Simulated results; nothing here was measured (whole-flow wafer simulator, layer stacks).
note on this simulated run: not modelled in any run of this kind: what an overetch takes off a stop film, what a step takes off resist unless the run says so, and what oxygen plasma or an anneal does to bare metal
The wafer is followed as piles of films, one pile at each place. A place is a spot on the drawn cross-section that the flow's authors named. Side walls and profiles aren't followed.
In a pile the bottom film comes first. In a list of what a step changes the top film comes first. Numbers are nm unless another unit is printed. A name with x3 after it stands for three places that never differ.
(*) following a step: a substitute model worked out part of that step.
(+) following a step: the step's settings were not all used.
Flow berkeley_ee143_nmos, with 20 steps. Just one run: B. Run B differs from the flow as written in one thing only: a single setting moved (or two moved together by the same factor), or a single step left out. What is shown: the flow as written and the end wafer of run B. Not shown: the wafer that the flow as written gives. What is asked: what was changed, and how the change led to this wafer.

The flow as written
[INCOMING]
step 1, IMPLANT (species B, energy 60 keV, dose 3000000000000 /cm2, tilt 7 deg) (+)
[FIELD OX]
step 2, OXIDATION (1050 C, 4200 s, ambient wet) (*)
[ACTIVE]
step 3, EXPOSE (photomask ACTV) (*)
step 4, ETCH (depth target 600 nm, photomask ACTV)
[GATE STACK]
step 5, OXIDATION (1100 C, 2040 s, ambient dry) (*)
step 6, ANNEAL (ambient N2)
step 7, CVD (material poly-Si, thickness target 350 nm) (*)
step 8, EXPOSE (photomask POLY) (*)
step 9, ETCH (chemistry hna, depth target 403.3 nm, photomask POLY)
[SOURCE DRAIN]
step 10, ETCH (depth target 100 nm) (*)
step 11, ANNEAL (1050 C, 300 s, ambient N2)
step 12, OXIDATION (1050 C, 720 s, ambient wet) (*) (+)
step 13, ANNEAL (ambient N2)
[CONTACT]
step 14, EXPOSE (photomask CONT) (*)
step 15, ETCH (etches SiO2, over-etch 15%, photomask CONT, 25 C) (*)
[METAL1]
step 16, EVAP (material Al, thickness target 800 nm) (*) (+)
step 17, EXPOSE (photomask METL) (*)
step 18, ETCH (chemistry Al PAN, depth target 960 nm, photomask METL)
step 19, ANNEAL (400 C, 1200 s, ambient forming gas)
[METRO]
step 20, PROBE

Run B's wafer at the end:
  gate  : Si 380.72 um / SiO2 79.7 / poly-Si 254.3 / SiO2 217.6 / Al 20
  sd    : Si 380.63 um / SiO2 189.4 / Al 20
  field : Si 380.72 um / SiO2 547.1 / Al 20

Cause: step 18, ETCH: depth target 780 nm was run, while the flow as written has depth target 960 nm.

The path from the change to this, step by step:
  step 18, ETCH (chemistry Al PAN, depth target 960 nm, photomask METL)
      gate, sd, field: -780 Al (in the flow as written it would be: -800 Al (all of it))
With metal films that touch counted as one body, gate has 1 body; the flow as written gives 0 bodies.
With metal films that touch counted as one body, sd has 1 body; the flow as written gives 0 bodies.
With metal films that touch counted as one body, field has 1 body; the flow as written gives 0 bodies.
